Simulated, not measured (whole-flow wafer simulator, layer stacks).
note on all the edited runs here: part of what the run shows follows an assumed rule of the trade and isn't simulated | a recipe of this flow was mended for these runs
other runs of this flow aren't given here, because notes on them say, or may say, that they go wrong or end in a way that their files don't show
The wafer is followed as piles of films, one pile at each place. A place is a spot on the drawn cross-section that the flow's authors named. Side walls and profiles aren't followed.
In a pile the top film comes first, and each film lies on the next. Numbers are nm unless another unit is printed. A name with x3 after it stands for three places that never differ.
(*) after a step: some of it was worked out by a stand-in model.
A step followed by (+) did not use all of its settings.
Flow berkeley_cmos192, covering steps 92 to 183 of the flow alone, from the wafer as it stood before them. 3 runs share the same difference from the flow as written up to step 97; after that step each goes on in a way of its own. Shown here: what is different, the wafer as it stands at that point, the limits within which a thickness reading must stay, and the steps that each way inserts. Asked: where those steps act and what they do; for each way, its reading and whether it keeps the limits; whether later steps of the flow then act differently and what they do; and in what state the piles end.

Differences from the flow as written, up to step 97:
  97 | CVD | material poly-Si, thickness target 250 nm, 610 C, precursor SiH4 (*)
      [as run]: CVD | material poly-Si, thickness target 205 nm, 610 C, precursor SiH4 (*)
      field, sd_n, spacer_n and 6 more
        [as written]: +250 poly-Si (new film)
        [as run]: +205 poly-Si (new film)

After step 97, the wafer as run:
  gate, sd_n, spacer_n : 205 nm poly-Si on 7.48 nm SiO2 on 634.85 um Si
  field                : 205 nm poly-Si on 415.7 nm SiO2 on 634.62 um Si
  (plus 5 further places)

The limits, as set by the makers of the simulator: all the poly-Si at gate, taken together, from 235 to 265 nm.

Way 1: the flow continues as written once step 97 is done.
  The reading taken after step 97 is 205 nm, which is outside the limits.
  Steps later in the flow that act otherwise than as written (not shown: 22 more steps that differ only slightly, by at most 2% or 0.5 nm, whichever is larger):
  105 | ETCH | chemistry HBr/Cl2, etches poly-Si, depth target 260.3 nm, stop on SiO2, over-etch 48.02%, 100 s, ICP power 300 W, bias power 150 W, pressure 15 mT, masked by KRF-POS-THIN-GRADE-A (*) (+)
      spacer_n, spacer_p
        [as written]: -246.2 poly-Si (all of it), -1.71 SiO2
        [this way]: -201.2 poly-Si (all of it), -5.17 SiO2
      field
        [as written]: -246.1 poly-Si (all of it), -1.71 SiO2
        [this way]: -201.2 poly-Si (all of it), -5.17 SiO2
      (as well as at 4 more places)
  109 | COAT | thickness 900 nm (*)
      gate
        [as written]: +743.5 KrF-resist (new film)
        [this way]: +780.2 KrF-resist (new film)
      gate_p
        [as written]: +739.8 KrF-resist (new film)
        [this way]: +776.4 KrF-resist (new film)
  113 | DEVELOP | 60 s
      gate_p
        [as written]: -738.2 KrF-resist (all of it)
        [this way]: -774.8 KrF-resist (all of it)
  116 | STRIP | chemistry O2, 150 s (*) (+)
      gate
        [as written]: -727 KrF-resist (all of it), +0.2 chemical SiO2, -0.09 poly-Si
        [this way]: -763.5 KrF-resist (all of it), +0.2 chemical SiO2, -0.09 poly-Si
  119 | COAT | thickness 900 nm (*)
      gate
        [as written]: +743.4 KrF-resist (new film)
        [this way]: +779.4 KrF-resist (new film)
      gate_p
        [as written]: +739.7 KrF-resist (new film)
        [this way]: +775.7 KrF-resist (new film)
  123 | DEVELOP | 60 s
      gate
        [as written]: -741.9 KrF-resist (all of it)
        [this way]: -777.8 KrF-resist (all of it)
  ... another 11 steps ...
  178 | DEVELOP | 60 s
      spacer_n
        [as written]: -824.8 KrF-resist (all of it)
        [this way]: -848.8 KrF-resist (all of it)
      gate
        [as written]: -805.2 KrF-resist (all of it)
        [this way]: -826.9 KrF-resist (all of it)
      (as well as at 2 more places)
  At spacer_n, gate, spacer_p, gate_p, the piles at the end differ from the flow's by more than 2% or 0.5 nm, whichever is larger.
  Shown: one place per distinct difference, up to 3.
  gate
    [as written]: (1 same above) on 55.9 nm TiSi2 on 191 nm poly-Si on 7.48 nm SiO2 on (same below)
    [this way]: (1 same above) on 55.9 nm TiSi2 on 146 nm poly-Si on 7.48 nm SiO2 on (same below)
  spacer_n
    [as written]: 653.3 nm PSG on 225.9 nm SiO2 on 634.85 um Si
    [this way]: 653.3 nm PSG on 180.9 nm SiO2 on 634.85 um Si
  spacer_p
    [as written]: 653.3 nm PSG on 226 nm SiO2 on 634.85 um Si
    [this way]: 653.3 nm PSG on 181 nm SiO2 on 634.85 um Si

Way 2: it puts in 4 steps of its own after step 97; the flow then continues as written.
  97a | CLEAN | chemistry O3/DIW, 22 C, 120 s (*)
      field, sd_n, spacer_n and 6 more
        +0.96 chemical SiO2 (new film), -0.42 poly-Si
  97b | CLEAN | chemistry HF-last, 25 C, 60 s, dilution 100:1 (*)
      field, sd_n, spacer_n and 6 more
        -0.96 chemical SiO2 (all of it)
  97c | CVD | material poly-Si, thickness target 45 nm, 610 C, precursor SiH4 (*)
      field, sd_n, spacer_n and 6 more
        +45 poly-Si
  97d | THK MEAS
      does not change any film at any place that is followed
  The reading taken after step 97d is 249.6 nm, which is within the limits.
  Later steps of the flow that are run all act as written at every place that is followed, up to a difference of at most 2% or 0.5 nm, whichever is larger.
  When the end is reached, the piles differ only a little from the flow's at the places that both follow, at most by 2% or 0.5 nm, whichever is larger.

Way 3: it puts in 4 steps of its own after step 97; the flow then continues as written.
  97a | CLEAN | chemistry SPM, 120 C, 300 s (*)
      field, sd_n, spacer_n and 6 more
        +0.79 chemical SiO2 (new film), -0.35 poly-Si
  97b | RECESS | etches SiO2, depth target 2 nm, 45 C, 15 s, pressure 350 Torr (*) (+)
      field, sd_n, spacer_n and 6 more
        -0.79 chemical SiO2 (all of it)
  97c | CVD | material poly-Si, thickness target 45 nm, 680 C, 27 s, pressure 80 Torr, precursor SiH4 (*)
      field, sd_n, spacer_n and 6 more
        +45 poly-Si
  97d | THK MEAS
      does not change any film at any place that is followed
  The reading taken after step 97d is 249.7 nm, which is within the limits.
  Later steps of the flow that are run all act as written at every place that is followed, up to a difference of at most 2% or 0.5 nm, whichever is larger.
  When the end is reached, the piles differ only a little from the flow's at the places that both follow, at most by 2% or 0.5 nm, whichever is larger.

Inside the limits: way 2, way 3. Outside the limits: way 1.
